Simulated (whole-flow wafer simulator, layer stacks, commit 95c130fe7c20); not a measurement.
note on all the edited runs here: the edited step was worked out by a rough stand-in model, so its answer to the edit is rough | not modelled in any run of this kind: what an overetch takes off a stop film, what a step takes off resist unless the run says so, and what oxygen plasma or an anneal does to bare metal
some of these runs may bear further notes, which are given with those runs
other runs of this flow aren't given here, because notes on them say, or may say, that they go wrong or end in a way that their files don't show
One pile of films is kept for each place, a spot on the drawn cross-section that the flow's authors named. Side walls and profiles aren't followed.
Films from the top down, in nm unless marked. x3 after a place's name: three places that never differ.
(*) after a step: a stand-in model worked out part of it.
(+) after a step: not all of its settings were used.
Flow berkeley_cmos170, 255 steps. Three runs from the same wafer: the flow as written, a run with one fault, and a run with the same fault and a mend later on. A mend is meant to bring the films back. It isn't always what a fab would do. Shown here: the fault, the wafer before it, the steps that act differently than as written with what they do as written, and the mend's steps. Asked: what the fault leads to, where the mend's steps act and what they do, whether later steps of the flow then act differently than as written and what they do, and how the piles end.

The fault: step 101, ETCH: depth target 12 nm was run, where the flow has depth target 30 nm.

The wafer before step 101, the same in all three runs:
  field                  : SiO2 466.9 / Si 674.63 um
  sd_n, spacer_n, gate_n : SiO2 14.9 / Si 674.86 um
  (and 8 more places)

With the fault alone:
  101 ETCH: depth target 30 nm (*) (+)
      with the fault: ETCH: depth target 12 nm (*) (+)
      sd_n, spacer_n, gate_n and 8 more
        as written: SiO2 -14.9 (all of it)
        with the fault: SiO2 -12
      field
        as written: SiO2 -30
        with the fault: SiO2 -12
  Later steps of the flow that act differently than as written (35 more steps differ only slightly, by at most 2% or 0.5 nm, whichever is larger, and aren't shown):
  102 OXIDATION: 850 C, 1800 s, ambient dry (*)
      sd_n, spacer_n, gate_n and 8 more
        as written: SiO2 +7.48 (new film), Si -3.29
        with the fault: SiO2 +5.48, Si -2.41
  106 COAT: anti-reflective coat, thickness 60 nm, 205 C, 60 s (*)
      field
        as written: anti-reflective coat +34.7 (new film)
        with the fault: anti-reflective coat +35.6 (new film)
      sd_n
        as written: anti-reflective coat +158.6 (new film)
        with the fault: anti-reflective coat +174.8 (new film)
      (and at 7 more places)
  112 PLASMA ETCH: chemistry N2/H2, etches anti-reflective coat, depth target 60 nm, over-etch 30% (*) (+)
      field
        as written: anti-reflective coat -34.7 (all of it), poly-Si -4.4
        with the fault: anti-reflective coat -35.6 (all of it), poly-Si -4.91
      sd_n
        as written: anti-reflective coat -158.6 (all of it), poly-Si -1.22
        with the fault: anti-reflective coat -174.8 (all of it), poly-Si -1.34
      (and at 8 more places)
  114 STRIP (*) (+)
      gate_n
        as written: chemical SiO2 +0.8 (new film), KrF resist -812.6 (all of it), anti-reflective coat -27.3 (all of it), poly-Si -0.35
        with the fault: chemical SiO2 +0.8 (new film), KrF resist -827.8 (all of it), anti-reflective coat -23.4 (all of it), poly-Si -0.35
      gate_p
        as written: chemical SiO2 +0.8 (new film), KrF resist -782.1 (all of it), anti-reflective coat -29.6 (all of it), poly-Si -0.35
        with the fault: chemical SiO2 +0.8 (new film), KrF resist -790.4 (all of it), anti-reflective coat -27.6 (all of it), poly-Si -0.35
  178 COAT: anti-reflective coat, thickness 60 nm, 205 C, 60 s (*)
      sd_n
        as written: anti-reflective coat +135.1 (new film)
        with the fault: anti-reflective coat +146 (new film)
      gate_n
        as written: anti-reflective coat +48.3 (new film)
        with the fault: anti-reflective coat +49.3 (new film)
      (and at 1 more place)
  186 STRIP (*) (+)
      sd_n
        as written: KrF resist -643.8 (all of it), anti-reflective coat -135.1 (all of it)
        with the fault: KrF resist -642.1 (all of it), anti-reflective coat -146 (all of it)
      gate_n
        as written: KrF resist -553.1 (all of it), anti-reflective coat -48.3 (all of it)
        with the fault: KrF resist -560.6 (all of it), anti-reflective coat -49.3 (all of it)
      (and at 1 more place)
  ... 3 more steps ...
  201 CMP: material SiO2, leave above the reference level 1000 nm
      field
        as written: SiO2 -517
        with the fault: SiO2 -534.1
  At the end the piles differ from the flow's by more than 2% or 0.5 nm, whichever is larger, at field, gate_n, gate_p.
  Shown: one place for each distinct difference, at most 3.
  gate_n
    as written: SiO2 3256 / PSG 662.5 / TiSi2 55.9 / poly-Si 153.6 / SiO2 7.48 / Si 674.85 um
    with the fault: SiO2 3255 / PSG 662.5 / TiSi2 55.9 / poly-Si 153.6 / SiO2 8.43 / Si 674.85 um
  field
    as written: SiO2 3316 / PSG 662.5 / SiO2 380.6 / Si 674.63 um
    with the fault: SiO2 3298.9 / PSG 662.5 / SiO2 398.5 / Si 674.63 um

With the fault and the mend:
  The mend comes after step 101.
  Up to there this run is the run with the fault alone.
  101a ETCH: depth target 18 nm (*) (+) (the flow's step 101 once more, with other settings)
      sd_n, spacer_n, gate_n and 8 more
        SiO2 -2.94 (all of it)
      field
        SiO2 -18
  No later step of the flow acts differently than as written at any place that is followed.
  At the end the piles are the same as the flow's at every place that both follow.
